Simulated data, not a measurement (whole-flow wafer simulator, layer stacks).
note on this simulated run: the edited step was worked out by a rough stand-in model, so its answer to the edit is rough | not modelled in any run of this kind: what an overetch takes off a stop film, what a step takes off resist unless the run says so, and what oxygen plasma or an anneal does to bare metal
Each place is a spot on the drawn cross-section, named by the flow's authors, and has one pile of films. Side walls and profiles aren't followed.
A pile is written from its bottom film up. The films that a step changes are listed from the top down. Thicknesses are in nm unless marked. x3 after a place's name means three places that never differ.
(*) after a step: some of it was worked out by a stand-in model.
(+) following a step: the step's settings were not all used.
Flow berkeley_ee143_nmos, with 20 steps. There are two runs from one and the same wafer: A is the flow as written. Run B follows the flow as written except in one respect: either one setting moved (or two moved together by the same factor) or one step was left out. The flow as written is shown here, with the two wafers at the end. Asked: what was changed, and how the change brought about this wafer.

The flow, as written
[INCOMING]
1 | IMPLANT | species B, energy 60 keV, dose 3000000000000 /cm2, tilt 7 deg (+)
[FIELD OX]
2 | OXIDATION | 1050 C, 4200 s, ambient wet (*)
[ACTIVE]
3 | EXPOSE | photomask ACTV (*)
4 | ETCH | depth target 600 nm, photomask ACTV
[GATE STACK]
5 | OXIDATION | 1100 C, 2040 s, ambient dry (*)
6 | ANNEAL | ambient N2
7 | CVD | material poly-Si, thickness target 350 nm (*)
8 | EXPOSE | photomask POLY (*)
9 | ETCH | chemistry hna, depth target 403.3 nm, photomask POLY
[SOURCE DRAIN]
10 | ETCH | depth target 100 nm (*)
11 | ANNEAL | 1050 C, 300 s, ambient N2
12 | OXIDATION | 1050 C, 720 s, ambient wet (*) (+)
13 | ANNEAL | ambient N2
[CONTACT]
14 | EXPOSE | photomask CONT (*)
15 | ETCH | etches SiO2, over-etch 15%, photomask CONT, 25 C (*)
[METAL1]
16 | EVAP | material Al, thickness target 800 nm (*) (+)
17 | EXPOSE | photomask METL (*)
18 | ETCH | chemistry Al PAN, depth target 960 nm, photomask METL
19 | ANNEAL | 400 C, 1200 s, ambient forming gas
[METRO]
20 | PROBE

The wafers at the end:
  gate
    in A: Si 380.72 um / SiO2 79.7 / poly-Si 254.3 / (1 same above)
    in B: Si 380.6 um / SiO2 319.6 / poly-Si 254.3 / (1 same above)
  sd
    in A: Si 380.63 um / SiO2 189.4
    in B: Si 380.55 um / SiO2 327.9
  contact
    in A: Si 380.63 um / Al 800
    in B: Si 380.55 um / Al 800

What caused this: step 2, OXIDATION: 1181 C was run, whereas the flow has 1050 C.

The path from the change to this, step by step:
  2 | OXIDATION | 1050 C, 4200 s, ambient wet (*)
      gate, sd, contact, field: A SiO2 gains 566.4 (new film), chemical SiO2 loses 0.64 (all of it), Si loses 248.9 | B SiO2 gains 900.2 (new film), chemical SiO2 loses 0.64 (all of it), Si loses 395.8
  4 | ETCH | depth target 600 nm, photomask ACTV
      gate, sd, contact: A SiO2 loses 566.4 (all of it) | B SiO2 loses 600
  5 | OXIDATION | 1100 C, 2040 s, ambient dry (*)
      gate, sd, contact: A SiO2 gains 79.7 (new film), Si loses 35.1 | B SiO2 gains 19.4, Si loses 8.54
      field: A SiO2 gains 11.6, Si loses 5.1 | B SiO2 gains 7.69, Si loses 3.38
  10 | ETCH | depth target 100 nm (*)
      sd, contact: A SiO2 loses 79.7 (all of it) | B SiO2 loses 100
  12 | OXIDATION | 1050 C, 720 s, ambient wet (*) (+)
      sd, contact: A SiO2 gains 189.4 (new film), Si loses 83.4 | B SiO2 gains 108.3, Si loses 47.6
      field: A SiO2 gains 69.1, Si loses 30.4 | B SiO2 gains 46.6, Si loses 20.5
  15 | ETCH | etches SiO2, over-etch 15%, photomask CONT, 25 C (*)
      contact: A SiO2 loses 189.4 (all of it) | B SiO2 loses 327.9 (all of it)
